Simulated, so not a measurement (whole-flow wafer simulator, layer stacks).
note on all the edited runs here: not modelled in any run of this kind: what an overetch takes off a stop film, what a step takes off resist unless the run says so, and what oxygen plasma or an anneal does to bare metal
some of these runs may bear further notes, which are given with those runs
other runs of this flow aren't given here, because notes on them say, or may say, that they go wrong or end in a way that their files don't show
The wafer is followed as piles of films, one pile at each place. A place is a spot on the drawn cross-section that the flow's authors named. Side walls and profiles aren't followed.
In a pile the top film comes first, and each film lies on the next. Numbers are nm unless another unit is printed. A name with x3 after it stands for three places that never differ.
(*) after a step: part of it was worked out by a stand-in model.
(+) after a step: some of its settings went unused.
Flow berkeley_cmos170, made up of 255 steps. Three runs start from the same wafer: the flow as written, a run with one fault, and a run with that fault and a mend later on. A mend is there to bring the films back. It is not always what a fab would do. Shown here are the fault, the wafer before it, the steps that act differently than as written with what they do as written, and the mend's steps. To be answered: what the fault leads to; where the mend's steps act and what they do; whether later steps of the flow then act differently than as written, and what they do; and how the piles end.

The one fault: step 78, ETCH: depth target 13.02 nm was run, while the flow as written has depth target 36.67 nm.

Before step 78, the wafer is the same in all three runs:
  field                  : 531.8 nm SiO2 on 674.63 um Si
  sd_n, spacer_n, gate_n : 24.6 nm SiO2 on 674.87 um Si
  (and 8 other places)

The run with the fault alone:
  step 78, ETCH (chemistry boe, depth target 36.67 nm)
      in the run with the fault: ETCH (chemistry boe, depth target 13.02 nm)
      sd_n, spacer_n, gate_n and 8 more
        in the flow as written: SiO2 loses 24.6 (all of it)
        in the run with the fault: SiO2 loses 13
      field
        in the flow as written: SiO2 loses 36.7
        in the run with the fault: SiO2 loses 13
  Steps later in the flow that act otherwise than as written (not shown: 43 more steps that differ only slightly, by at most 2% or 0.5 nm, whichever is larger):
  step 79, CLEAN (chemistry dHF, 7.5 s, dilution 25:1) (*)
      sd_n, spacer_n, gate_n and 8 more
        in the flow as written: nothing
        in the run with the fault: SiO2 loses 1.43
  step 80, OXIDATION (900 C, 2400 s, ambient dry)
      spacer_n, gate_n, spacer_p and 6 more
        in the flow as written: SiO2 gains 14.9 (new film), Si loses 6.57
        in the run with the fault: SiO2 gains 11.9, Si loses 5.25
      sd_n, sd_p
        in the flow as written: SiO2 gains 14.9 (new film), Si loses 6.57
        in the run with the fault: SiO2 gains 11.9, Si loses 5.24
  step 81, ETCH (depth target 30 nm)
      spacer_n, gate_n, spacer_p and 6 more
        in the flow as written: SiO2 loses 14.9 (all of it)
        in the run with the fault: SiO2 loses 22 (all of it)
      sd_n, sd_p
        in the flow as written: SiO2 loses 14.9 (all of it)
        in the run with the fault: SiO2 loses 22.1 (all of it)
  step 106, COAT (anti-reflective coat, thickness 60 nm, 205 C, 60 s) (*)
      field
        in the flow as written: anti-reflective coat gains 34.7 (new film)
        in the run with the fault: anti-reflective coat gains 35.5 (new film)
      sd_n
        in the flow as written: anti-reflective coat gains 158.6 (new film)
        in the run with the fault: anti-reflective coat gains 178.9 (new film)
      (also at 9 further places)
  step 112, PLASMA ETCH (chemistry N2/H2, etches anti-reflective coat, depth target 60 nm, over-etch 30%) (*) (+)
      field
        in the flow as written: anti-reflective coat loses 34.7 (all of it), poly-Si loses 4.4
        in the run with the fault: anti-reflective coat loses 35.5 (all of it), poly-Si loses 5.05
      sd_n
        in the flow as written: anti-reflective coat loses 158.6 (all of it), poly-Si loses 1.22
        in the run with the fault: anti-reflective coat loses 178.9 (all of it), poly-Si loses 1.38
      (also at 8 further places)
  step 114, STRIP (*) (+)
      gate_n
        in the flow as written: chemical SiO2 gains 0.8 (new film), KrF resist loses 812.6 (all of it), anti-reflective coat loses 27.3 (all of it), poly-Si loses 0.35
        in the run with the fault: chemical SiO2 gains 0.8 (new film), KrF resist loses 832.3 (all of it), anti-reflective coat loses 22.2 (all of it), poly-Si loses 0.35
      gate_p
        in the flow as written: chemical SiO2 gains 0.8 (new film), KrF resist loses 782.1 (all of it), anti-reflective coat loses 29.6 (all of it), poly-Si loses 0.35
        in the run with the fault: chemical SiO2 gains 0.8 (new film), KrF resist loses 793.1 (all of it), anti-reflective coat loses 27 (all of it), poly-Si loses 0.35
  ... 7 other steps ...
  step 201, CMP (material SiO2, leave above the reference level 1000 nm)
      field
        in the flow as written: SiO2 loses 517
        in the run with the fault: SiO2 loses 539.2
  The piles end different from the flow's at field by more than 2% or 0.5 nm, whichever is larger.
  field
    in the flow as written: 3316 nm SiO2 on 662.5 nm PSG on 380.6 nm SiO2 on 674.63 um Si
    in the run with the fault: 3293.8 nm SiO2 on 662.5 nm PSG on 404.1 nm SiO2 on 674.63 um Si

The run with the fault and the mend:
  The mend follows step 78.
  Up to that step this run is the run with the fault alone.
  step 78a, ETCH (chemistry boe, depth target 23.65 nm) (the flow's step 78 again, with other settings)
      spacer_n, gate_n, spacer_p and 6 more
        SiO2 loses 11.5 (all of it)
      sd_n, sd_p
        SiO2 loses 11.6 (all of it)
      field
        SiO2 loses 23.6
  Every later step of the flow that is run acts as written, at every place that is followed, to within 2% or 0.5 nm, whichever is larger.
  At every place that both follow, the piles at the end match the flow's.
